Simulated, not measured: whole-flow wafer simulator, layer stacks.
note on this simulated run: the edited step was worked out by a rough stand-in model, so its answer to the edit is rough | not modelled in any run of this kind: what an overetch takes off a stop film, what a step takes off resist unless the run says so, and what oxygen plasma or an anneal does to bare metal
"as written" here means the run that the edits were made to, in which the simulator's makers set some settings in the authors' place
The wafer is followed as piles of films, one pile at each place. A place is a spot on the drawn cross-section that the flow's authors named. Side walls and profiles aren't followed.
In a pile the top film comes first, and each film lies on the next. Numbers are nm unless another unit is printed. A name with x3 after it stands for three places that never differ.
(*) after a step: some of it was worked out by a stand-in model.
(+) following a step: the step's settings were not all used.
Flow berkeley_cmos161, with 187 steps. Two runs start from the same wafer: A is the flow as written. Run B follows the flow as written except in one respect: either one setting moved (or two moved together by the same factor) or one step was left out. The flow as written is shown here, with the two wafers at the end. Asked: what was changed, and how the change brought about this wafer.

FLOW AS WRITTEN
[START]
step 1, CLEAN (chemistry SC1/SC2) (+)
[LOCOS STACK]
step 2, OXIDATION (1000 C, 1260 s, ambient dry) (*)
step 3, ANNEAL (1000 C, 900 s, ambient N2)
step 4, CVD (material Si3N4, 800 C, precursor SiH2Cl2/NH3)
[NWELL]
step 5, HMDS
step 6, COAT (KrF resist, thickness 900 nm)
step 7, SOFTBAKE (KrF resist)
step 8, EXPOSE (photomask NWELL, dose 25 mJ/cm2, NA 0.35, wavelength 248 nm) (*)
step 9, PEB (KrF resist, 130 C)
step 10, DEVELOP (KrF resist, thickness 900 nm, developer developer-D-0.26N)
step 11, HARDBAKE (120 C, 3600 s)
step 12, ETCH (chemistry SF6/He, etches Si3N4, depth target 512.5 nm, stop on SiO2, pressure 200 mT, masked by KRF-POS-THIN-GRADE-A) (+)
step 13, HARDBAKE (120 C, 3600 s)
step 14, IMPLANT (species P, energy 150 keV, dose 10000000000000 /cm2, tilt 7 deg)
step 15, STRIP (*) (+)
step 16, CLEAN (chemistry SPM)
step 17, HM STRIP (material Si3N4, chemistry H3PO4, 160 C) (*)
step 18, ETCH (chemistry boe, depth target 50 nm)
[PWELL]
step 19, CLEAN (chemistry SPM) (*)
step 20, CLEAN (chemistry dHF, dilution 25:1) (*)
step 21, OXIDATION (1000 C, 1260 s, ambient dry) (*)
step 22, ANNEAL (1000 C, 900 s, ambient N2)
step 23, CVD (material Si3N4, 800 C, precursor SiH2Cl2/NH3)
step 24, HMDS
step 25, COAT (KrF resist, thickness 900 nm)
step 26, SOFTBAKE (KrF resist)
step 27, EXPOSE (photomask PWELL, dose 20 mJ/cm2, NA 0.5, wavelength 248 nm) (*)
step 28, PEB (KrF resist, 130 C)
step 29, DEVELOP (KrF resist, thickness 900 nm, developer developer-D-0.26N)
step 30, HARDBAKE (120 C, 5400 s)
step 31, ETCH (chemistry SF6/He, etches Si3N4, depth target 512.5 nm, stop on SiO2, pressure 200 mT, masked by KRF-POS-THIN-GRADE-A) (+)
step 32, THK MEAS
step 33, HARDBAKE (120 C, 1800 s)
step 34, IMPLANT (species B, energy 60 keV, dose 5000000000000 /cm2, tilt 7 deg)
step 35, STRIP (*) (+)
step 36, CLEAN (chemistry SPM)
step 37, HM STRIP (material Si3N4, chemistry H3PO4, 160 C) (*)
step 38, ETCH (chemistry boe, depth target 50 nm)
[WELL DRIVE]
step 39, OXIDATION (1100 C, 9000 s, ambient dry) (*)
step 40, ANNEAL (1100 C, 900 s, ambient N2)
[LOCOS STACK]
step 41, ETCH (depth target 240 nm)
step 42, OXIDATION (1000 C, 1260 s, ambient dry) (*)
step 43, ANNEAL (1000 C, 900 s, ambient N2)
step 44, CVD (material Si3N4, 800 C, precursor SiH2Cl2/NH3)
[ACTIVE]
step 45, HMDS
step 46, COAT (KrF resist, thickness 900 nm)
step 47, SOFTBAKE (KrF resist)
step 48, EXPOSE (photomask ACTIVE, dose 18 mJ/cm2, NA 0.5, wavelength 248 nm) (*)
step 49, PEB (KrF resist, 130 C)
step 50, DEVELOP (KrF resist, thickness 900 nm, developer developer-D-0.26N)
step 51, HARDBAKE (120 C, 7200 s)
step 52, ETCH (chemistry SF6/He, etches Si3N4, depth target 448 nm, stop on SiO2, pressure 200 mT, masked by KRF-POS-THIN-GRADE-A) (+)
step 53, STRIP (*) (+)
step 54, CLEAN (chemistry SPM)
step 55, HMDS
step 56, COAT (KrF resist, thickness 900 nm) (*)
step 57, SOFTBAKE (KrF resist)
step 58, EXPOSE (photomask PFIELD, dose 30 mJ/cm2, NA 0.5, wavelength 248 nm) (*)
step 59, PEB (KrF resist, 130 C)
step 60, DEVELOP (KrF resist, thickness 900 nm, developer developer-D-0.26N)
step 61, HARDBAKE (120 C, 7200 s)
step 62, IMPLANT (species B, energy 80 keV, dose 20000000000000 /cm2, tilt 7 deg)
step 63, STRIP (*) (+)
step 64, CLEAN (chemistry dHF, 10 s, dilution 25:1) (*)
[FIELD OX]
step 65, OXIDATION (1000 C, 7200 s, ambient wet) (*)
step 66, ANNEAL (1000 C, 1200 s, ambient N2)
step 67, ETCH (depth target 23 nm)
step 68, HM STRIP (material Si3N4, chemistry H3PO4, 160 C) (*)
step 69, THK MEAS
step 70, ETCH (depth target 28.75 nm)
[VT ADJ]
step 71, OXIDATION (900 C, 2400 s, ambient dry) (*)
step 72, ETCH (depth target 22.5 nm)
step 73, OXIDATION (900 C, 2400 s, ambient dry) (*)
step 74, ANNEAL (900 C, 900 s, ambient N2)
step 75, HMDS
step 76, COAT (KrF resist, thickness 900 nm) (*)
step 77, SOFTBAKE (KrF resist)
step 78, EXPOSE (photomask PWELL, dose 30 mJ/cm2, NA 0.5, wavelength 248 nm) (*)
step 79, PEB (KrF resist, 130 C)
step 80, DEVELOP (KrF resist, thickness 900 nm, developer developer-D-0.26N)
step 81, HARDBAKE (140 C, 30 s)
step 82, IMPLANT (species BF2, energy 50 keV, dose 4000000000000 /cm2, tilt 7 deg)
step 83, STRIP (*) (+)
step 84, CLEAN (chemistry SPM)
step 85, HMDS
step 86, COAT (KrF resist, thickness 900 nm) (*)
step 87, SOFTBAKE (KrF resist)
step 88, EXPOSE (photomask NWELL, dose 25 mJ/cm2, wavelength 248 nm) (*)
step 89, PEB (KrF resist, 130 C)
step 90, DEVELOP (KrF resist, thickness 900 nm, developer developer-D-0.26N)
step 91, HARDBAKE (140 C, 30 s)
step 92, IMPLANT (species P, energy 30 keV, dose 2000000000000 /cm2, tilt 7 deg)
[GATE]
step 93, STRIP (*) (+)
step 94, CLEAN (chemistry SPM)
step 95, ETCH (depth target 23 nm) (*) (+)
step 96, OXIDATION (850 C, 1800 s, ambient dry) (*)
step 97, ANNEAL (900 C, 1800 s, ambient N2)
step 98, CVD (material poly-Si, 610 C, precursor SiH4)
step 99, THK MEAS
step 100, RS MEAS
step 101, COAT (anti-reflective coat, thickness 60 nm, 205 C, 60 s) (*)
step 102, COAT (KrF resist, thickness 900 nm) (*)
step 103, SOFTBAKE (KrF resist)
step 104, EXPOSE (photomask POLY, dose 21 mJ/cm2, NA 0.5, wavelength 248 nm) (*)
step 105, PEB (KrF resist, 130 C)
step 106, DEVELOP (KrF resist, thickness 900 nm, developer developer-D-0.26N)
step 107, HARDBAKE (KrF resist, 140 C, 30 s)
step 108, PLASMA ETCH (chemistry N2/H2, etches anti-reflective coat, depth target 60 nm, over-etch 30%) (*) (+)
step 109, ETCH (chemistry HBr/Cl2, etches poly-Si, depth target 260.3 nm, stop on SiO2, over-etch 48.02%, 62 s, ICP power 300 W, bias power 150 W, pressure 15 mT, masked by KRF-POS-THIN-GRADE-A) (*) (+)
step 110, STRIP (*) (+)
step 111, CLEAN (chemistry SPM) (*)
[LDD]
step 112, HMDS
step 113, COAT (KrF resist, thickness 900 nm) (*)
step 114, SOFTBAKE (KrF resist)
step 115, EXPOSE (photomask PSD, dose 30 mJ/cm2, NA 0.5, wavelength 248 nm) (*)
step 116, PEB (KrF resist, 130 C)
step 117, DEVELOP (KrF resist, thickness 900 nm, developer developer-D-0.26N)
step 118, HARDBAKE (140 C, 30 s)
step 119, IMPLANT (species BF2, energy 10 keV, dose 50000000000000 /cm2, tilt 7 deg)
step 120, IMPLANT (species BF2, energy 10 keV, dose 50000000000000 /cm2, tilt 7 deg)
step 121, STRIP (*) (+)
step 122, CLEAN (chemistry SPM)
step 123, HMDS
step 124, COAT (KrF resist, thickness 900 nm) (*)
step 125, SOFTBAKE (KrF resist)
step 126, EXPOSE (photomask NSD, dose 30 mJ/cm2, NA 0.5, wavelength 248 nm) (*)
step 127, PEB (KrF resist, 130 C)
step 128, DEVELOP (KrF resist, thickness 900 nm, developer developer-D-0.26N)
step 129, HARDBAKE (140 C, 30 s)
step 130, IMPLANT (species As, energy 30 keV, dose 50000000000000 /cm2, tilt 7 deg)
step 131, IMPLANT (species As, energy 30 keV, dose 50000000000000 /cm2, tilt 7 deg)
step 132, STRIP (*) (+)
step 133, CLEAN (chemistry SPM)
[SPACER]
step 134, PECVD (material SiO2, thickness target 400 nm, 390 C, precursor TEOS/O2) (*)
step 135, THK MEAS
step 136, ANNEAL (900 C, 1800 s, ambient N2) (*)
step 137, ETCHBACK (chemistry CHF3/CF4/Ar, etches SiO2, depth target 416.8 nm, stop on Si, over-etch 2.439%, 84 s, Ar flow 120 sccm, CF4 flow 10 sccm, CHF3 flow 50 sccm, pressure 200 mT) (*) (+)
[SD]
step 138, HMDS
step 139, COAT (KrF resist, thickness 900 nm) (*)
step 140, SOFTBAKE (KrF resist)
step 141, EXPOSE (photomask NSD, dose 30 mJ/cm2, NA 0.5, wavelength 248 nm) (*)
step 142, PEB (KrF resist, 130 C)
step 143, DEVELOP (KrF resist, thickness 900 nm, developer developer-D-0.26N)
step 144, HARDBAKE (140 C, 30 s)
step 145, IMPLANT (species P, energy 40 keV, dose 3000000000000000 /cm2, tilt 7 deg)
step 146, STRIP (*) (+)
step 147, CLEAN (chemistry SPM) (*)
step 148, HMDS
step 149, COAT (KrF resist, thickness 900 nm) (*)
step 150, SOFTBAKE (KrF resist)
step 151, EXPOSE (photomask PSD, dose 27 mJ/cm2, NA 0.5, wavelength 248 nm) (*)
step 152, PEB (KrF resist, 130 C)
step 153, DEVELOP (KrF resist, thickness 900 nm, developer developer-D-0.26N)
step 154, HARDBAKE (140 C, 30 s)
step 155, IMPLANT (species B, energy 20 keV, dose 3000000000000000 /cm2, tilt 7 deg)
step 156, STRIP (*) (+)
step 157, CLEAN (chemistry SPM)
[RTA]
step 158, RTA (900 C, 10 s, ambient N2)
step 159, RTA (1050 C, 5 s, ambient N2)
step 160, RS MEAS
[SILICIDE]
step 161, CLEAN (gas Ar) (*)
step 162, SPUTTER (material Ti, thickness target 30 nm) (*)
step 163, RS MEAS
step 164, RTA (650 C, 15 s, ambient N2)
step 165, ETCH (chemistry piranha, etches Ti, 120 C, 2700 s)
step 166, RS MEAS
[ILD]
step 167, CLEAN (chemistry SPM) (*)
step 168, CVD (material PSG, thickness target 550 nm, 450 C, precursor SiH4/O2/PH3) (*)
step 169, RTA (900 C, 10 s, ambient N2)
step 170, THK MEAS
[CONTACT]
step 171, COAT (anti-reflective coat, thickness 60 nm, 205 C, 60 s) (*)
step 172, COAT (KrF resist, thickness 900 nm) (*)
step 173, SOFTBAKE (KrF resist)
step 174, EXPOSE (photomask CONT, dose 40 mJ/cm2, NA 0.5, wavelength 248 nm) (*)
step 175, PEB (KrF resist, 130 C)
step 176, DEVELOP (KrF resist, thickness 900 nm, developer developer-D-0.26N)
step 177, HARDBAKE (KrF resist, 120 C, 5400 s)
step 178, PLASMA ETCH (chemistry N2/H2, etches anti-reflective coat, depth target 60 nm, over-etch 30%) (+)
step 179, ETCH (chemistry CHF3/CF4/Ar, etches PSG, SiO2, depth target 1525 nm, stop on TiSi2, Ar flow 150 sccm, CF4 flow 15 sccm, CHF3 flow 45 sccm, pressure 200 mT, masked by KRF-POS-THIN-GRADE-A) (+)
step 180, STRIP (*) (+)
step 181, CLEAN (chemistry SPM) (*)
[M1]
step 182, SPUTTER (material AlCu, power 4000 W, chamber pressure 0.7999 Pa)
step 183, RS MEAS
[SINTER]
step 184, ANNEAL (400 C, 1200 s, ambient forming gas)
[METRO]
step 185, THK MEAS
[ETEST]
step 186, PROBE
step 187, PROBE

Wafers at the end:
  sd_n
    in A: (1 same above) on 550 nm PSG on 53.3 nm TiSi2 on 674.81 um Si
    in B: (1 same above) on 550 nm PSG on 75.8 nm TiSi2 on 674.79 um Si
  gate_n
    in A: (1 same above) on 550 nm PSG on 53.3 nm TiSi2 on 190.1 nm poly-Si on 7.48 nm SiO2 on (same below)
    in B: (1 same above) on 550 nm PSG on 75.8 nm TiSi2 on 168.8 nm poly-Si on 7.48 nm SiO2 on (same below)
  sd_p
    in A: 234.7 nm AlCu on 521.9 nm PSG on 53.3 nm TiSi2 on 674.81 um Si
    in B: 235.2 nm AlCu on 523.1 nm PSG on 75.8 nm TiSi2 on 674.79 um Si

What caused this: step 162, SPUTTER: thickness target 48 nm was run, though the flow has thickness target 30 nm.

How this came from the change, step by step:
  step 162, SPUTTER (material Ti, thickness target 30 nm) (*)
      field, sd_n, spacer_n and 6 more: A +30 Ti (new film) | B +48 Ti (new film)
  step 164, RTA (650 C, 15 s, ambient N2)
      sd_n, sd_p, contact, m1: A -23.4 Ti, +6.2 TiSi first (new film), +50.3 TiSi2 C49 (new film), -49 Si | B -32.8 Ti, +33.4 TiSi first (new film), +33.6 TiSi2 C49 (new film), -52.2 Si
      gate_n, gate_p: A -23.4 Ti, +6.2 TiSi first (new film), +50.3 TiSi2 C49 (new film), -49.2 poly-Si | B -32.8 Ti, +33.4 TiSi first (new film), +33.6 TiSi2 C49 (new film), -52.4 poly-Si
  step 165, ETCH (chemistry piranha, etches Ti, 120 C, 2700 s)
      sd_n, gate_n, sd_p, gate_p, contact, m1: A -6.6 Ti (all of it), -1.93 TiSi first | B -15.2 Ti (all of it), -1.93 TiSi first
      field, spacer_n, spacer_p: A -30 Ti (all of it) | B -48 Ti (all of it)
  step 169, RTA (900 C, 10 s, ambient N2)
      sd_n, sd_p, contact, m1: A under 1 film: +53.3 TiSi2 (new film), -4.27 TiSi first (all of it), -50.3 TiSi2 C49 (all of it), -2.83 Si | B under 1 film: +75.8 TiSi2 (new film), -31.5 TiSi first (all of it), -33.6 TiSi2 C49 (all of it), -20.9 Si
      gate_n, gate_p: A under 1 film: +53.3 TiSi2 (new film), -4.27 TiSi first (all of it), -50.3 TiSi2 C49 (all of it), -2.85 poly-Si | B under 1 film: +75.8 TiSi2 (new film), -31.5 TiSi first (all of it), -33.6 TiSi2 C49 (all of it), -21 poly-Si
